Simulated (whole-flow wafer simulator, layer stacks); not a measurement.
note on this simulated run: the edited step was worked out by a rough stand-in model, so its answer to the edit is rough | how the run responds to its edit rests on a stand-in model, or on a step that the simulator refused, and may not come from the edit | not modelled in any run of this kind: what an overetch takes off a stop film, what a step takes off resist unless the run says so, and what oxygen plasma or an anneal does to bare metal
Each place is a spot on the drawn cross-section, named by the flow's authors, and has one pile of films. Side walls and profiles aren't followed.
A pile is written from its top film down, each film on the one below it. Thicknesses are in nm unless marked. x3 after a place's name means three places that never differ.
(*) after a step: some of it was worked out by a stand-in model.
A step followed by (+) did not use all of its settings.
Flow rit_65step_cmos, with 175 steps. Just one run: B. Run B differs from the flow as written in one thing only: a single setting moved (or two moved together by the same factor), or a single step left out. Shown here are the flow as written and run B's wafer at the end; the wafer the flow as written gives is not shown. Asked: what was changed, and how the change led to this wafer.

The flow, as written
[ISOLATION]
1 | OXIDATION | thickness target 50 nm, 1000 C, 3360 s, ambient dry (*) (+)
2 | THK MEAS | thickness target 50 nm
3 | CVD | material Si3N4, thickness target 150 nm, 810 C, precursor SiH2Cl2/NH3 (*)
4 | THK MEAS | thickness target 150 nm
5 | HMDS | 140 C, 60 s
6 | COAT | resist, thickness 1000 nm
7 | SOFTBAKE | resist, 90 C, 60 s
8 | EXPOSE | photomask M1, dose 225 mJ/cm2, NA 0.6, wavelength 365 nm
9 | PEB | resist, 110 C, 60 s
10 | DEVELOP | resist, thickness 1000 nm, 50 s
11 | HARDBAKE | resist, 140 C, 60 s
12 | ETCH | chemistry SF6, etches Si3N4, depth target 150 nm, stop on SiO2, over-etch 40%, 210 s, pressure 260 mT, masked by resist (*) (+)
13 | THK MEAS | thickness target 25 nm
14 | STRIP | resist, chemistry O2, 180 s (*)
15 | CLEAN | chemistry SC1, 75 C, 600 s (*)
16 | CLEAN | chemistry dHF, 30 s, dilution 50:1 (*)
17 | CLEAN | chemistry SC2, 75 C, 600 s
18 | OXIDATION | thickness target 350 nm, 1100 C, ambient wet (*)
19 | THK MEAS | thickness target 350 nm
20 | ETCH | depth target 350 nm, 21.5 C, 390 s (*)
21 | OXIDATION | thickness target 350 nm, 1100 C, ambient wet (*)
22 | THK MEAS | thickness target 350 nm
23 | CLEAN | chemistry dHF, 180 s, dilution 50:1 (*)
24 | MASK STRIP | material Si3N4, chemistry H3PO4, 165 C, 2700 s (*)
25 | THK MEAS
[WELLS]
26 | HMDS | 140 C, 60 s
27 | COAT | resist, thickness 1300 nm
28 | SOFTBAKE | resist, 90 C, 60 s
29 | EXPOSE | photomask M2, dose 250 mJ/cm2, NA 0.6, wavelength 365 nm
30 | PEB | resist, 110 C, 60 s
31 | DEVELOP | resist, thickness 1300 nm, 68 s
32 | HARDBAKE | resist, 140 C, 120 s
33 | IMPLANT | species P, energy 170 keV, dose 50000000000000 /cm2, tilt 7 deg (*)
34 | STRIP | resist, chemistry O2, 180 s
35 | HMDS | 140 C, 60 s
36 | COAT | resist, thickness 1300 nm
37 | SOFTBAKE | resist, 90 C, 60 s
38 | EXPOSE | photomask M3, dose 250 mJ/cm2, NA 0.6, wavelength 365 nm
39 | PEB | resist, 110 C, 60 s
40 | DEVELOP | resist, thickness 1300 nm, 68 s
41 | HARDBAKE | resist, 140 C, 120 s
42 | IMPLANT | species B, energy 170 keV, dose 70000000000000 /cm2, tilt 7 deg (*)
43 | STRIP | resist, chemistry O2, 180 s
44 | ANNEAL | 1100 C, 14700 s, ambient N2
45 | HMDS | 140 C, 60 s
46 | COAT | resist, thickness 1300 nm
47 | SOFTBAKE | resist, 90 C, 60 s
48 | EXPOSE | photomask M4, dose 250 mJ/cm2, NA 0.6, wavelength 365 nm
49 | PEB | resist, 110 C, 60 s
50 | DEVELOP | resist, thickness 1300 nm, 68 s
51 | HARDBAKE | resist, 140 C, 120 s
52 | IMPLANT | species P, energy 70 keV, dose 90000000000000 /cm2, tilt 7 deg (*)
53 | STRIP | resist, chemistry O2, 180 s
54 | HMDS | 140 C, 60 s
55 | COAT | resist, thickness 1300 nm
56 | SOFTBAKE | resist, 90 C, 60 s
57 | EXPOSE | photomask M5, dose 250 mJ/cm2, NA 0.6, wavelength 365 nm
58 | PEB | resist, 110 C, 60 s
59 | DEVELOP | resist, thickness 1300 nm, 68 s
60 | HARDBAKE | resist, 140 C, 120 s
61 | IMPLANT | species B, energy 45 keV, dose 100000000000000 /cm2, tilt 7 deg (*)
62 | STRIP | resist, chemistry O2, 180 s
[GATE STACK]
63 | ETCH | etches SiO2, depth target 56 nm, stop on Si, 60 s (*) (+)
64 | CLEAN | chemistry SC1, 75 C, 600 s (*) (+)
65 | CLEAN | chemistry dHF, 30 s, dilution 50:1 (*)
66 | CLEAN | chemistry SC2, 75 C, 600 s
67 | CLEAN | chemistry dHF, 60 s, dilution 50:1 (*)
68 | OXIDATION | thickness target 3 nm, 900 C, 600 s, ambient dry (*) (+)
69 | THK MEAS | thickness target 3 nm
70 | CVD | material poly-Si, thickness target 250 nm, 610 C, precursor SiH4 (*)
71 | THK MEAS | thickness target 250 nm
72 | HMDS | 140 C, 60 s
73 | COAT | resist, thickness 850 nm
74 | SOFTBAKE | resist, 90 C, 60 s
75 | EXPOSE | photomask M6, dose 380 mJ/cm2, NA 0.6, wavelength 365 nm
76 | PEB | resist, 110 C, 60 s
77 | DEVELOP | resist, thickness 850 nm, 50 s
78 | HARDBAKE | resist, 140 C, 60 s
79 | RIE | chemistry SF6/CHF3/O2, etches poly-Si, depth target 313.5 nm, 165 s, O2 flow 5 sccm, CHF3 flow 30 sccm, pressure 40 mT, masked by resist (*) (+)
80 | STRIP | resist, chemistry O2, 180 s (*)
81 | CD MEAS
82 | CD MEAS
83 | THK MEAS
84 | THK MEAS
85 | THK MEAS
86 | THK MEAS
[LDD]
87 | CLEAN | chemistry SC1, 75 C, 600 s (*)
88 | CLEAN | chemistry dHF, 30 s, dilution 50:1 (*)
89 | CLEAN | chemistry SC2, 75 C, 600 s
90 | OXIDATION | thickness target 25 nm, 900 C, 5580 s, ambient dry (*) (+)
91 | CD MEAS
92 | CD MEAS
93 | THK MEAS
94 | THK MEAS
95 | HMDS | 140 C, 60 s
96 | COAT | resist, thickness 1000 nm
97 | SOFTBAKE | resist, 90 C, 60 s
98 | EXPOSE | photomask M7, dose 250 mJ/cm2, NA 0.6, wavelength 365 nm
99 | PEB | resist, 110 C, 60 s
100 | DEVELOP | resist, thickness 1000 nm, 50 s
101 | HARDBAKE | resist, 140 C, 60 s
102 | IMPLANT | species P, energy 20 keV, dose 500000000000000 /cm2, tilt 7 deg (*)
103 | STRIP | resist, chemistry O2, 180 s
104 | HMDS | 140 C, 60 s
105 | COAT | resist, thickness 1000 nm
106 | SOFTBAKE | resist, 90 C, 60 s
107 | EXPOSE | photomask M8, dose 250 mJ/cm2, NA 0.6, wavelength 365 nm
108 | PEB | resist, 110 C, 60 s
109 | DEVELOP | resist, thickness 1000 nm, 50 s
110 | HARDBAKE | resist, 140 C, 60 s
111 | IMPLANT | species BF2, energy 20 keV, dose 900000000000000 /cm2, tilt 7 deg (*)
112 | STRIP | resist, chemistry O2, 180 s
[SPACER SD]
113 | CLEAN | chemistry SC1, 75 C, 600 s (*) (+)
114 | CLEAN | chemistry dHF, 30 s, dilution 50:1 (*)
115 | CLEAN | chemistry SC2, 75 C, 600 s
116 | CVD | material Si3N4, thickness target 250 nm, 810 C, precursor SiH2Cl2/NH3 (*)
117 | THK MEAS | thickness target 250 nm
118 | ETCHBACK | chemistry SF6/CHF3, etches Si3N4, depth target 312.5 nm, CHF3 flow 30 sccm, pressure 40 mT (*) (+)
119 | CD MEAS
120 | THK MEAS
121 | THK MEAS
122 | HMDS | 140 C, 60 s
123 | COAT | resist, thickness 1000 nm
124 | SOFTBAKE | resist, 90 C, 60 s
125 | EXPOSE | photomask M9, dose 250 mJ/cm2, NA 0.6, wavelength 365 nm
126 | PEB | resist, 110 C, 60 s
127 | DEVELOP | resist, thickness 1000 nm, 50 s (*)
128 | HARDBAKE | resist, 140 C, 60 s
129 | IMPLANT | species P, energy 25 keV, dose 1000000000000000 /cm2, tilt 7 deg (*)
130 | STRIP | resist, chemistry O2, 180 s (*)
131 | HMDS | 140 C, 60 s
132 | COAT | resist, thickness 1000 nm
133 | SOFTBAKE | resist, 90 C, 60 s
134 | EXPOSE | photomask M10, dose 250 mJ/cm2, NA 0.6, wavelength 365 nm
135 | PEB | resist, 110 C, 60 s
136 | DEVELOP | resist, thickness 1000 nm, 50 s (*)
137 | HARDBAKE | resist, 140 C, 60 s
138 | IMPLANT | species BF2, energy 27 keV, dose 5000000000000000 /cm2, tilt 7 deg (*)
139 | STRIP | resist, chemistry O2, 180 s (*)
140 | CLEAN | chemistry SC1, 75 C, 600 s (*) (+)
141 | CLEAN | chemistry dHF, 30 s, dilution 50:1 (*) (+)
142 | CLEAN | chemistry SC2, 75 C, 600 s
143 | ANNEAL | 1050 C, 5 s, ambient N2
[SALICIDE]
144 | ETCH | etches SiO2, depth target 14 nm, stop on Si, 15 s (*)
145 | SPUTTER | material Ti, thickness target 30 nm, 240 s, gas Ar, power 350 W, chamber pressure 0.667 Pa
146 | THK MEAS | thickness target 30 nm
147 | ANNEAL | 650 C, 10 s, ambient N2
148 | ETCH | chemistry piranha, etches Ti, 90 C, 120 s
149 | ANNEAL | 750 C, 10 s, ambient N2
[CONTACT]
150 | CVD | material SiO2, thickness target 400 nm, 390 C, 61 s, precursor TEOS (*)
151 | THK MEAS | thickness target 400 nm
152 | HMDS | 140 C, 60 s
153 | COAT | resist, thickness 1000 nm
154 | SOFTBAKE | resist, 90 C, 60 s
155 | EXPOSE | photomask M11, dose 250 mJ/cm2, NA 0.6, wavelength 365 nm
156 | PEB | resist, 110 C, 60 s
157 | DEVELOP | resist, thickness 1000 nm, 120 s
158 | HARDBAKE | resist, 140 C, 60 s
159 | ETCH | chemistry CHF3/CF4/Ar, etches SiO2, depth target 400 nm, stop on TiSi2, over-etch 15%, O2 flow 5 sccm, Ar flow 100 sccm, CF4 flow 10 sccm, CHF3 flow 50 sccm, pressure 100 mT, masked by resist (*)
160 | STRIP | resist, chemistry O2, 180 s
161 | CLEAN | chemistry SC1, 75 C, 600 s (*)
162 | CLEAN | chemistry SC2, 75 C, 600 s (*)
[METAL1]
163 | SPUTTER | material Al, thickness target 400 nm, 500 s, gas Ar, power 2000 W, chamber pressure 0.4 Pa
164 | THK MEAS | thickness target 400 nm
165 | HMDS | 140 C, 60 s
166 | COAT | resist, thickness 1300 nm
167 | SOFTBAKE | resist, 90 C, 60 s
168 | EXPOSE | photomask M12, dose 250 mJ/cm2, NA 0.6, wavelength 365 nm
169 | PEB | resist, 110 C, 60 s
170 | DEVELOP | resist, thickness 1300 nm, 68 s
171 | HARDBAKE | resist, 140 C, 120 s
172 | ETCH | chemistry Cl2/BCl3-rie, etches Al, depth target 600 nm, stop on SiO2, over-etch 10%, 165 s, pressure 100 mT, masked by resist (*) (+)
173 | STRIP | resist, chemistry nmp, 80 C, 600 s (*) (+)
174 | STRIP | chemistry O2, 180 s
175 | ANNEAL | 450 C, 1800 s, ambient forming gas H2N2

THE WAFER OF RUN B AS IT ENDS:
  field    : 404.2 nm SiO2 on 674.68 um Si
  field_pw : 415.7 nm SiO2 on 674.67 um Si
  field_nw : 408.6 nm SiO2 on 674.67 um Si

Cause: step 116, CVD: thickness target 100 nm was run, whereas the flow has thickness target 250 nm.

The path from the change to this, step by step:
  116 | CVD | material Si3N4, thickness target 250 nm, 810 C, precursor SiH2Cl2/NH3 (*)
      field, field_pw, field_nw and 11 more: Si3N4 gains 100 (new film) (as written it would have been: Si3N4 gains 250 (new film))
  118 | ETCHBACK | chemistry SF6/CHF3, etches Si3N4, depth target 312.5 nm, CHF3 flow 30 sccm, pressure 40 mT (*) (+)
      field, field_pw, field_nw, field_p: Si3N4 loses 100 (all of it), SiO2 loses 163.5 (as written it would have been: Si3N4 loses 250 (all of it), SiO2 loses 48.1)
  123 | COAT | resist, thickness 1000 nm
      field: resist gains 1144 (new film) (as written it would have been: resist gains 1066.4 (new film))
      field_pw: resist gains 1100.1 (new film) (as written it would have been: resist gains 1044.8 (new film))
      (and at 2 other places as well)
  126 | PEB | resist, 110 C, 60 s
      field: resist loses 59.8 (as written it would have been: resist loses 55.6)
      field_pw: resist loses 57.4 (as written it would have been: resist loses 54.3)
      (and at 2 other places as well)
  127 | DEVELOP | resist, thickness 1000 nm, 50 s (*)
      field: resist loses 1084.2 (all of it) (as written it would have been: resist loses 1010.9 (all of it))
  128 | HARDBAKE | resist, 140 C, 60 s
      field_pw: resist loses 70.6 (as written it would have been: resist loses 66.4)
      field_nw: resist loses 71 (as written it would have been: resist loses 67.1)
      (and at 1 other place as well)
  130 | STRIP | resist, chemistry O2, 180 s (*)
      field_pw: resist loses 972 (all of it) (as written it would have been: resist loses 924.1 (all of it))
      field_nw: resist loses 977 (all of it) (as written it would have been: resist loses 928.7 (all of it))
      (and at 1 other place as well)
  132 | COAT | resist, thickness 1000 nm
      field: resist gains 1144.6 (new film) (as written it would have been: resist gains 1067 (new film))
      field_pw: resist gains 1100.5 (new film) (as written it would have been: resist gains 1045.2 (new film))
      (and at 2 other places as well)
  135 | PEB | resist, 110 C, 60 s
      field: resist loses 59.8 (as written it would have been: resist loses 55.6)
      field_pw: resist loses 57.4 (as written it would have been: resist loses 54.3)
      (and at 2 other places as well)
  136 | DEVELOP | resist, thickness 1000 nm, 50 s (*)
      field_p: resist loses 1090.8 (all of it) (as written it would have been: resist loses 1018 (all of it))
  137 | HARDBAKE | resist, 140 C, 60 s
      field: resist loses 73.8 (as written it would have been: resist loses 68.3)
      field_pw: resist loses 70.7 (as written it would have been: resist loses 66.4)
      (and at 1 other place as well)
  139 | STRIP | resist, chemistry O2, 180 s (*)
      field: resist loses 1010.9 (all of it) (as written it would have been: resist loses 943.1 (all of it))
      field_pw: resist loses 972.4 (all of it) (as written it would have been: resist loses 924.5 (all of it))
      (and at 1 other place as well)
  153 | COAT | resist, thickness 1000 nm
      field: resist gains 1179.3 (new film) (as written it would have been: resist gains 1093.2 (new film))
      field_pw: resist gains 1117.6 (new film) (as written it would have been: resist gains 1057.8 (new film))
      (and at 2 other places as well)
  156 | PEB | resist, 110 C, 60 s
      field: resist loses 61.7 (as written it would have been: resist loses 57)
      field_pw: resist loses 58.4 (as written it would have been: resist loses 55.1)
      (and at 2 other places as well)
  158 | HARDBAKE | resist, 140 C, 60 s
      field: resist loses 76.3 (as written it would have been: resist loses 70.2)
      field_pw: resist loses 71.9 (as written it would have been: resist loses 67.6)
      (and at 2 other places as well)
  160 | STRIP | resist, chemistry O2, 180 s
      field: resist loses 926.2 (all of it) (as written it would have been: resist loses 851 (all of it))
      field_pw: resist loses 872.3 (all of it) (as written it would have been: resist loses 820.1 (all of it))
      (and at 2 other places as well)
  ... 2 other steps ...
  170 | DEVELOP | resist, thickness 1300 nm, 68 s
      field: resist loses 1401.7 (all of it) (as written it would have been: resist loses 1316.6 (all of it))
      field_pw: resist loses 1346.8 (all of it) (as written it would have been: resist loses 1285.5 (all of it))
      (and at 2 other places as well)
